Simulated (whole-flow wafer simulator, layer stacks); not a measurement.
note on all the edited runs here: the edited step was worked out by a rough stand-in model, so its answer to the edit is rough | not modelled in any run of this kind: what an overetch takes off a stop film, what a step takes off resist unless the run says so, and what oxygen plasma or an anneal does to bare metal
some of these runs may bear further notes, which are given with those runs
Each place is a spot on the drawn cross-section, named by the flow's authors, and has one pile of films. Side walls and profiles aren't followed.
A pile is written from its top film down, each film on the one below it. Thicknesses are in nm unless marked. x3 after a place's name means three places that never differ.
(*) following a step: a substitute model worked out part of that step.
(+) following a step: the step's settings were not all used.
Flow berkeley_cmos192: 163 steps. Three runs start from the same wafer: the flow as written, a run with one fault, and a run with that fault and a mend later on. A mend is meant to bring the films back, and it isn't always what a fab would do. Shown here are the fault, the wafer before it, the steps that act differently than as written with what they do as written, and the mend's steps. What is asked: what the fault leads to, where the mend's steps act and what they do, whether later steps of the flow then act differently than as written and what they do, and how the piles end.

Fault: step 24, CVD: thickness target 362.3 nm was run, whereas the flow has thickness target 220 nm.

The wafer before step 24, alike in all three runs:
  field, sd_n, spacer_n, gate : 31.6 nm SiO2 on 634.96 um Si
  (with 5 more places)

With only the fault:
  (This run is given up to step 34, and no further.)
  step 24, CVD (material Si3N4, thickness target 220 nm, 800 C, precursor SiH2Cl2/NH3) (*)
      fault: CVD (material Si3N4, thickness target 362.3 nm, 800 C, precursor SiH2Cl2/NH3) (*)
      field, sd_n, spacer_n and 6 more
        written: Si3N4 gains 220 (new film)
        fault: Si3N4 gains 362.3 (new film)
  Steps later in the flow that act otherwise than as written:
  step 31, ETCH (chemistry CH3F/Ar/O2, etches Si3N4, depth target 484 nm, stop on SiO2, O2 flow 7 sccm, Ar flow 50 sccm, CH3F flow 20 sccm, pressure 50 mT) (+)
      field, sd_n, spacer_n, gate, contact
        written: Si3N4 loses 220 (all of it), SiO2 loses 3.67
        fault: Si3N4 loses 362.3 (all of it), SiO2 loses 3.67
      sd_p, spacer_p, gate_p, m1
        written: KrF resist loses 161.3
        fault: KrF resist loses 256.2
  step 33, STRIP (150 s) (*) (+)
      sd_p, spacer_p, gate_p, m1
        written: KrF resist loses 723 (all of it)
        fault: KrF resist loses 628.2 (all of it)
  Once step 34 is done, the piles at sd_p, spacer_p, gate_p, m1 depart from the flow's by more than 2% or 0.5 nm, whichever is larger.
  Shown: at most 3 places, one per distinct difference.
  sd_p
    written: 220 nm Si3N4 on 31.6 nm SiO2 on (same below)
    fault: 362.3 nm Si3N4 on 31.6 nm SiO2 on (same below)

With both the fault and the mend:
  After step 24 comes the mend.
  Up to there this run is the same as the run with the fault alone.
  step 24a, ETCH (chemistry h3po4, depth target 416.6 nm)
      field, sd_n, spacer_n and 6 more
        Si3N4 loses 362.3 (all of it)
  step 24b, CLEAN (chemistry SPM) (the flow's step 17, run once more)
      alters no film at any place that is followed
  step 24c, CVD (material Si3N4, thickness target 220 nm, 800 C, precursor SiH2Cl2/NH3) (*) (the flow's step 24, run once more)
      field, sd_n, spacer_n and 6 more
        Si3N4 gains 220 (new film)
  Every later step of the flow that is run acts as written at every place that is followed.
  The piles end the same as the flow's at every place that both follow.
